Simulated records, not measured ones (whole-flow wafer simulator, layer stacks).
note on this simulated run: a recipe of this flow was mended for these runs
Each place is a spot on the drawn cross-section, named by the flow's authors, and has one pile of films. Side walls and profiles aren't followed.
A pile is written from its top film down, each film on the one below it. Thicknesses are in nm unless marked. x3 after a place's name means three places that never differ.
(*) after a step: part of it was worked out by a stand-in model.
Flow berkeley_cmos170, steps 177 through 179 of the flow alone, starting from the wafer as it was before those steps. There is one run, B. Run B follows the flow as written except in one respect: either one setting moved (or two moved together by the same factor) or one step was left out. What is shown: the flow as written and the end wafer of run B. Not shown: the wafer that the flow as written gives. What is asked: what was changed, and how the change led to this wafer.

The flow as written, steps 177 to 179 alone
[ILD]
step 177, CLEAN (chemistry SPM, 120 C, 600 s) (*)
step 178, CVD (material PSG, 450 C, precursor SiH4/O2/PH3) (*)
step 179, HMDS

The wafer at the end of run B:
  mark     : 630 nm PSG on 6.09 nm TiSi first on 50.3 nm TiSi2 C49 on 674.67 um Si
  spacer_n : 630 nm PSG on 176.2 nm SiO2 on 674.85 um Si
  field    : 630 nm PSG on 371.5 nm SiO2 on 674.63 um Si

Cause: step 178, CVD: 434 C was run, though the flow has 450 C.

The path from the change to this, step by step:
  step 178, CVD (material PSG, 450 C, precursor SiH4/O2/PH3) (*)
      field, mark, sd_n and 10 more: +630 PSG (new film) (it would be, as written: +700 PSG (new film))
